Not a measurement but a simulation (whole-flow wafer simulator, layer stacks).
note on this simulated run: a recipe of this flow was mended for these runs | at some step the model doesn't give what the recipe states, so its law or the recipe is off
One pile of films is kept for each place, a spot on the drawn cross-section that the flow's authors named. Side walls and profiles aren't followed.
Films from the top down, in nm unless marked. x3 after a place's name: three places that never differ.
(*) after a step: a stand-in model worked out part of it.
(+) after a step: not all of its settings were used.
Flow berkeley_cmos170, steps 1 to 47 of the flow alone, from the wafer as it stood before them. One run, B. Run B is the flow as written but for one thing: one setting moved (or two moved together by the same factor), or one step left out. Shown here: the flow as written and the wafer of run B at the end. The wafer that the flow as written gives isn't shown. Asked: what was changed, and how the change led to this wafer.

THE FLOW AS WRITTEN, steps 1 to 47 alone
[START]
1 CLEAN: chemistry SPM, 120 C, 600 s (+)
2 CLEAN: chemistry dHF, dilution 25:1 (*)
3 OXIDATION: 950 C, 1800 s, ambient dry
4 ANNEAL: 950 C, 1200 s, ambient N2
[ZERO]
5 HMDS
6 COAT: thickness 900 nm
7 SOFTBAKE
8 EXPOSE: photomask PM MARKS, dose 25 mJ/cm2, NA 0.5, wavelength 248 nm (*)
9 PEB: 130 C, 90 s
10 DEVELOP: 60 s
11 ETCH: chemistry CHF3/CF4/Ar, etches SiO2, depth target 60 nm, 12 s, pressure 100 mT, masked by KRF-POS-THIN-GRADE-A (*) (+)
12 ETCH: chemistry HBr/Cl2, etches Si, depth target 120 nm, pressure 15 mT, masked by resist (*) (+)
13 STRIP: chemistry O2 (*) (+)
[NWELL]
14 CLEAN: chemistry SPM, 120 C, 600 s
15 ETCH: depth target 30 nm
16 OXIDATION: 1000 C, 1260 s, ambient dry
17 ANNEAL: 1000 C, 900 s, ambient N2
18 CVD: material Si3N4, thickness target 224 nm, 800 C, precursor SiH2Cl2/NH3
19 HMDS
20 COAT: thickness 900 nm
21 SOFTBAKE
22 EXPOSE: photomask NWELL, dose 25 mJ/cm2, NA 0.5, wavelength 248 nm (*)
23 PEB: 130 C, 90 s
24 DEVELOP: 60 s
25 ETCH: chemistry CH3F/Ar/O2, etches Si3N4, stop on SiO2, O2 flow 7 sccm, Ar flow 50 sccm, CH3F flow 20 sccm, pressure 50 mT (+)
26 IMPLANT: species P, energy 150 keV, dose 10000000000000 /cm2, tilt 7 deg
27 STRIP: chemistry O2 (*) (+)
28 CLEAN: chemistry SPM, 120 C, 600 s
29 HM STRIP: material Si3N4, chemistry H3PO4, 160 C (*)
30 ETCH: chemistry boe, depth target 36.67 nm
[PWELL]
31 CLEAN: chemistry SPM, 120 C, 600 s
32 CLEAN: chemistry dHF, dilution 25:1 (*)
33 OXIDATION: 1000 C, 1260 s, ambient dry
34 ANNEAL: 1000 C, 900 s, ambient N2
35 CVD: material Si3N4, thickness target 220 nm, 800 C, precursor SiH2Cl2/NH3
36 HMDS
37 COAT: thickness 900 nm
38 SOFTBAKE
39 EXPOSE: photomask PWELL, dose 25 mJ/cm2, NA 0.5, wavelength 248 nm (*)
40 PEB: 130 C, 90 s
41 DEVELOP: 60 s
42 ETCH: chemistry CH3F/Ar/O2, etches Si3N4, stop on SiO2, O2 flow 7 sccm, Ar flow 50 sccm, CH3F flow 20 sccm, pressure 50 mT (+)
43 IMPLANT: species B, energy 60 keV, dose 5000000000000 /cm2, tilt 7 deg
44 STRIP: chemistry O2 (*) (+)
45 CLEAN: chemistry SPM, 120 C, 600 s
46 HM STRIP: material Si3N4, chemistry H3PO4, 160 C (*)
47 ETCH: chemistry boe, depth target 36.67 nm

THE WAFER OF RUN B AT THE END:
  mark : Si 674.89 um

The cause: step 12, ETCH: depth target 72 nm was run, where the flow has depth target 120 nm.

How the change led to this, step by step:
  12 ETCH: chemistry HBr/Cl2, etches Si, depth target 120 nm, pressure 15 mT, masked by resist (*) (+)
      field x9, sd_p x3: KrF-resist -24 (as written it would be: KrF-resist -40)
      mark: Si -72 (as written it would be: Si -120)
